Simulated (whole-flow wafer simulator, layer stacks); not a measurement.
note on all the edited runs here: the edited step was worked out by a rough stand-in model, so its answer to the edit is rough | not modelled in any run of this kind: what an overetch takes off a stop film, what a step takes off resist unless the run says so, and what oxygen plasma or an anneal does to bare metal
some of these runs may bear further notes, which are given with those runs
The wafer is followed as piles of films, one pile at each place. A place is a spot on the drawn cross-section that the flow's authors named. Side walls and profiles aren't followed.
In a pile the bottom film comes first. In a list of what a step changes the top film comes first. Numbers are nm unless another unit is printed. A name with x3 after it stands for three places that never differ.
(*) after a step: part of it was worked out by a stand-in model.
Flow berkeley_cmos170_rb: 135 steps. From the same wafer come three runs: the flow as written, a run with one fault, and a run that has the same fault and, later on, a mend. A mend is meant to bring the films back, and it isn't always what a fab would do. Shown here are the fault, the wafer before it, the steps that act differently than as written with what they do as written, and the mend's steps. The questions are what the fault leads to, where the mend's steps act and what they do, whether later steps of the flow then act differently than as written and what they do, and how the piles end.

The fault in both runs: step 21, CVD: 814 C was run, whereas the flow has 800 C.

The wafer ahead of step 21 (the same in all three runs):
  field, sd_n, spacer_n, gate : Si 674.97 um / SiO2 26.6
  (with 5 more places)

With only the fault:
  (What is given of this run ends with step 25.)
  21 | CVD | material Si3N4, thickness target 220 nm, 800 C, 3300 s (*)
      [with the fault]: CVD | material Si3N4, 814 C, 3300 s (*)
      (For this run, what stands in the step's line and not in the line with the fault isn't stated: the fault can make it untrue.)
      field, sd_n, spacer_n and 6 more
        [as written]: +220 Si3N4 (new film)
        [with the fault]: +262.6 Si3N4 (new film)
  Later steps of the flow up to step 25 that are run all act as written at every place that is followed.
  Once step 25 is done, the piles at field, sd_n, spacer_n and 6 more depart from the flow's by more than 2% or 0.5 nm, whichever is larger.
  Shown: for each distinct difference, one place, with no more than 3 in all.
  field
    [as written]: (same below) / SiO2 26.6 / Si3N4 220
    [with the fault]: (same below) / SiO2 26.6 / Si3N4 262.6
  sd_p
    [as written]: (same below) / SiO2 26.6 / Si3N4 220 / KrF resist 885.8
    [with the fault]: (same below) / SiO2 26.6 / Si3N4 262.6 / KrF resist 885.8

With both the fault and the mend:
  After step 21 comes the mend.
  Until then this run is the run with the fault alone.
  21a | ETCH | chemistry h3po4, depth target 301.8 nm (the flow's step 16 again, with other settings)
      field, sd_n, spacer_n and 6 more
        -262.6 Si3N4 (all of it)
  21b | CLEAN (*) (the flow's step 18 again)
      leaves every film unchanged at each place that is followed
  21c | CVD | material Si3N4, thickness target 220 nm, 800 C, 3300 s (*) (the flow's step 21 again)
      field, sd_n, spacer_n and 6 more
        +220 Si3N4 (new film)
  Later steps of the flow that are run all act as written at every place that is followed.
  By the end, the piles equal the flow's at every place that both follow.
